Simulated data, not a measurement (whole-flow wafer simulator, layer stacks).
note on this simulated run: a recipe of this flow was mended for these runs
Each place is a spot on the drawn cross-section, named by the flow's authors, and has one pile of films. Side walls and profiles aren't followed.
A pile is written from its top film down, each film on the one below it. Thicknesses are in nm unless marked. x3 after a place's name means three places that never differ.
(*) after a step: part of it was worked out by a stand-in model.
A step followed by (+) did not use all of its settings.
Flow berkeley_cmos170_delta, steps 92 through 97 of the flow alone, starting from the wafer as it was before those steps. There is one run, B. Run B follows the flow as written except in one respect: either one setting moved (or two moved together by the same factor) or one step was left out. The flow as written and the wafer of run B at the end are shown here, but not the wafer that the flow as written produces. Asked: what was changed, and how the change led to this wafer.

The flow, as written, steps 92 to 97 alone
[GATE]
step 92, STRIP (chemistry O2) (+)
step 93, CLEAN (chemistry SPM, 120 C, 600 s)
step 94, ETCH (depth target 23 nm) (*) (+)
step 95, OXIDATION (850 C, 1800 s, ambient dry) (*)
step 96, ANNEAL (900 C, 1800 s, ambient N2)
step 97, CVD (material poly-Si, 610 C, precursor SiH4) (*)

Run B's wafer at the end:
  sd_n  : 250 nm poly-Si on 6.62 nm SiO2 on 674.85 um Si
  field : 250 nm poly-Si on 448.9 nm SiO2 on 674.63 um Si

What caused this: step 95, OXIDATION: 838 C was run, while the flow as written has 850 C.

Step by step, how the change led to this:
  step 95, OXIDATION (850 C, 1800 s, ambient dry) (*)
      sd_n, spacer_n, gate, sd_p, spacer_p x2, contact, m1: +6.62 SiO2 (new film), -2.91 Si (in the flow as written it would be: +7.48 SiO2 (new film), -3.29 Si)
